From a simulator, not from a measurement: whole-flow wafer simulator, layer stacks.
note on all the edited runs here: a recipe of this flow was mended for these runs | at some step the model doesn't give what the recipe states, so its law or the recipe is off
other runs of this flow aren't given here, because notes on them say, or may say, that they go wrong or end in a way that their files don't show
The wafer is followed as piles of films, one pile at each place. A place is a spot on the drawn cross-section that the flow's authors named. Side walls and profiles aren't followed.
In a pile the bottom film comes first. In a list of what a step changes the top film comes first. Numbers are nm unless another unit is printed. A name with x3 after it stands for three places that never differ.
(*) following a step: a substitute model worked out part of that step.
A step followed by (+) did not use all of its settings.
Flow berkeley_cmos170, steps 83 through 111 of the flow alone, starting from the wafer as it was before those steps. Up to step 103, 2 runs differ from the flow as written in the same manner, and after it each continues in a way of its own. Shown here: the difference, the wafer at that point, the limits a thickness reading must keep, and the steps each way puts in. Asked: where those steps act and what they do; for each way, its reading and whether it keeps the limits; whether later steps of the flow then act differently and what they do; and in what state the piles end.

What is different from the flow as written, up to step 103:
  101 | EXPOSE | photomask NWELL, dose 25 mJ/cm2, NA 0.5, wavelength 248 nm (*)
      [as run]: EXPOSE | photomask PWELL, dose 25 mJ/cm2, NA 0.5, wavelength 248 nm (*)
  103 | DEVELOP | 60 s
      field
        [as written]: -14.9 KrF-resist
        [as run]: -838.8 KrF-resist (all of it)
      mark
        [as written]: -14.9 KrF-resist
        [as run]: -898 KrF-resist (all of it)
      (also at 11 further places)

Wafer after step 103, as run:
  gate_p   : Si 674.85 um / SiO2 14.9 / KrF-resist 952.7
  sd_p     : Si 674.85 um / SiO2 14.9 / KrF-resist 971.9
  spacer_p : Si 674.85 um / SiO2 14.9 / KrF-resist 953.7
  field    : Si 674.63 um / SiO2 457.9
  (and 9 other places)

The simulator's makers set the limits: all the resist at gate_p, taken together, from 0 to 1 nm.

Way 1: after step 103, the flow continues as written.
  Reading after step 103: 952.7 nm, not within the limits.
  Steps later in the flow that act otherwise than as written:
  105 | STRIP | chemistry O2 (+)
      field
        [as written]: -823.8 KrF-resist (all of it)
        [this way]: nothing
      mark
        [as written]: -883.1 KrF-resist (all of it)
        [this way]: nothing
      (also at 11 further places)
  By the end, the piles equal the flow's at every place that both follow.

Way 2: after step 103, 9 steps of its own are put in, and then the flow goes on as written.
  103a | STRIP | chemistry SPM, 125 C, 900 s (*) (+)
      sd_p
        -971.9 KrF-resist (all of it)
      spacer_p
        -953.7 KrF-resist (all of it)
      gate_p
        -952.7 KrF-resist (all of it)
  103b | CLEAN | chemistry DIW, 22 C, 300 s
      alters no film at any place that is followed
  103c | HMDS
      alters no film at any place that is followed
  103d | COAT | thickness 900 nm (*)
      field
        +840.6 KrF-resist (new film)
      mark
        +900 KrF-resist (new film)
      sd_n
        +1004.6 KrF-resist (new film)
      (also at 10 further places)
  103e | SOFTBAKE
      alters no film at any place that is followed
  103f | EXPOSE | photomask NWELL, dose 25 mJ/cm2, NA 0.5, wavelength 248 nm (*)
      alters no film at any place that is followed
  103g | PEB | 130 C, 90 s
      spacer_p, gate_p, contact
        -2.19 KrF-resist
      spacer_n, gate_n
        -2.2 KrF-resist
      field
        -1.85 KrF-resist
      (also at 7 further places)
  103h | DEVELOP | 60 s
      field, mark, sd_n and 7 more
        -14.9 KrF-resist
      sd_p
        -986.9 KrF-resist (all of it)
      spacer_p
        -968.6 KrF-resist (all of it)
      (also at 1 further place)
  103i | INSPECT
      alters no film at any place that is followed
  Reading after step 103i: 0 nm, inside the limits.
  Every later step of the flow that is run acts as written at every place that is followed.
  By the end, the piles equal the flow's at every place that both follow.

The limits are kept by: way 2. They are not kept by: way 1.
